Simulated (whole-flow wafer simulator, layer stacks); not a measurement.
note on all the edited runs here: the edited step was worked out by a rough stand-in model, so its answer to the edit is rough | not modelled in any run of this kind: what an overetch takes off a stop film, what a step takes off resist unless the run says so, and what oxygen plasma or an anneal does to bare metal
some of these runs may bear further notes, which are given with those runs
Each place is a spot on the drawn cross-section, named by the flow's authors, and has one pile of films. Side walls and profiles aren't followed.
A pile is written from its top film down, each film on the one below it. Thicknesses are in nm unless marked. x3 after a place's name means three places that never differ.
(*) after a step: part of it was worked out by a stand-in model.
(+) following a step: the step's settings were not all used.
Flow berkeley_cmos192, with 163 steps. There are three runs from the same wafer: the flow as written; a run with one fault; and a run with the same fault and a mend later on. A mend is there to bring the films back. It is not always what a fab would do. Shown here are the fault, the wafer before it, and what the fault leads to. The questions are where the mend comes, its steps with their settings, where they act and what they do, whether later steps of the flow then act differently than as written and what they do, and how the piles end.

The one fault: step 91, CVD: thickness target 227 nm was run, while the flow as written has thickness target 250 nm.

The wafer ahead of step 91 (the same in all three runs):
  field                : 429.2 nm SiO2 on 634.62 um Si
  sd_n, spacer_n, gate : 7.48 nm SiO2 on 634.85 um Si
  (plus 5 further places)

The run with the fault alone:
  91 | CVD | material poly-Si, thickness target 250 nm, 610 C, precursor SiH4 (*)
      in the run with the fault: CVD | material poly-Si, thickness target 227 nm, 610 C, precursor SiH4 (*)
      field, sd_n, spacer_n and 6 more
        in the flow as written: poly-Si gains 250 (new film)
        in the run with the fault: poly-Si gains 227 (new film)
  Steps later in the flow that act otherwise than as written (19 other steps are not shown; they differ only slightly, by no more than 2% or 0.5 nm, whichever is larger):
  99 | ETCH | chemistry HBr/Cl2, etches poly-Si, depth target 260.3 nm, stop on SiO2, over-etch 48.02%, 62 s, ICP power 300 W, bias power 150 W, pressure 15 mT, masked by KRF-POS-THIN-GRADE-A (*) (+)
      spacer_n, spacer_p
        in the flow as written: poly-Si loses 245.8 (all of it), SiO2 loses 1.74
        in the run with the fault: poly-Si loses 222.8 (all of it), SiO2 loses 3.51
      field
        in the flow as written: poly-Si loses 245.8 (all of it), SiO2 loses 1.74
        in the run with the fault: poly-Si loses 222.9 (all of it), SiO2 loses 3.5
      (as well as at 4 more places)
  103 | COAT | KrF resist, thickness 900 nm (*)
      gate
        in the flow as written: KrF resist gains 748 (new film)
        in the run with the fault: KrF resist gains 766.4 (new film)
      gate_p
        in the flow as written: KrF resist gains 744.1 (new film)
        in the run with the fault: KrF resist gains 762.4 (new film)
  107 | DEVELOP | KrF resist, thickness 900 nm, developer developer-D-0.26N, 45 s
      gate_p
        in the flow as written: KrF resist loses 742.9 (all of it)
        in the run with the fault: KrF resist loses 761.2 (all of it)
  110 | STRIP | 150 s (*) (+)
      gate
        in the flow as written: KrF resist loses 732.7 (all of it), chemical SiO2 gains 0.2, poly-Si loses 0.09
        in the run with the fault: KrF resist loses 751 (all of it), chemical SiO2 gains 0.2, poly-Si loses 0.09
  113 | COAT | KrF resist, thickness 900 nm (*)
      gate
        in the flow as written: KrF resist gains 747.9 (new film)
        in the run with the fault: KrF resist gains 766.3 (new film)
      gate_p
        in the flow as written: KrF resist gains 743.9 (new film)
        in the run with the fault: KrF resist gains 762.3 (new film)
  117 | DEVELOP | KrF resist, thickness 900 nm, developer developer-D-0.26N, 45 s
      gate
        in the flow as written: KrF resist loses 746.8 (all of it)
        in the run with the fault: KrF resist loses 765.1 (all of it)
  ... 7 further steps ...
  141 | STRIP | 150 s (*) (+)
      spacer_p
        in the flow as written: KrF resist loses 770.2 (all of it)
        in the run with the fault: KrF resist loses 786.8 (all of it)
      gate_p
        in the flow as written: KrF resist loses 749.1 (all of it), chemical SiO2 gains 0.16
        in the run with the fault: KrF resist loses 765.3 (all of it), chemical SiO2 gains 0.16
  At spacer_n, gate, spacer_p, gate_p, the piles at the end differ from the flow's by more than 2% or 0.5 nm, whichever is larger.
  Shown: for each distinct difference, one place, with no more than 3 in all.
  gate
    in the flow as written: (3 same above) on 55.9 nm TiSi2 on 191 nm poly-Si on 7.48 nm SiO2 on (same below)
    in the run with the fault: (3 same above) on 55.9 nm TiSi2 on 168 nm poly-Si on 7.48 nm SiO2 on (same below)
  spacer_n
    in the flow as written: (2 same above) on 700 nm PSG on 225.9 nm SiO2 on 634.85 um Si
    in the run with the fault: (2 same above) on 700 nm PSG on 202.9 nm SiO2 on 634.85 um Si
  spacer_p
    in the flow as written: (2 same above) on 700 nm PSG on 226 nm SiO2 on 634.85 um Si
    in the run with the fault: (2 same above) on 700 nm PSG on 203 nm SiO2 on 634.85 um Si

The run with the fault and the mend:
  After step 91 comes the mend.
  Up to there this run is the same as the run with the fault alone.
  91a | CVD | material poly-Si, thickness target 23 nm, 610 C, precursor SiH4 (*) (a further turn of the flow's step 91, with different settings)
      field, sd_n, spacer_n and 6 more
        poly-Si gains 23
  Later steps of the flow that are run all act as written at every place that is followed.
  At every place that both follow, the piles at the end match the flow's.
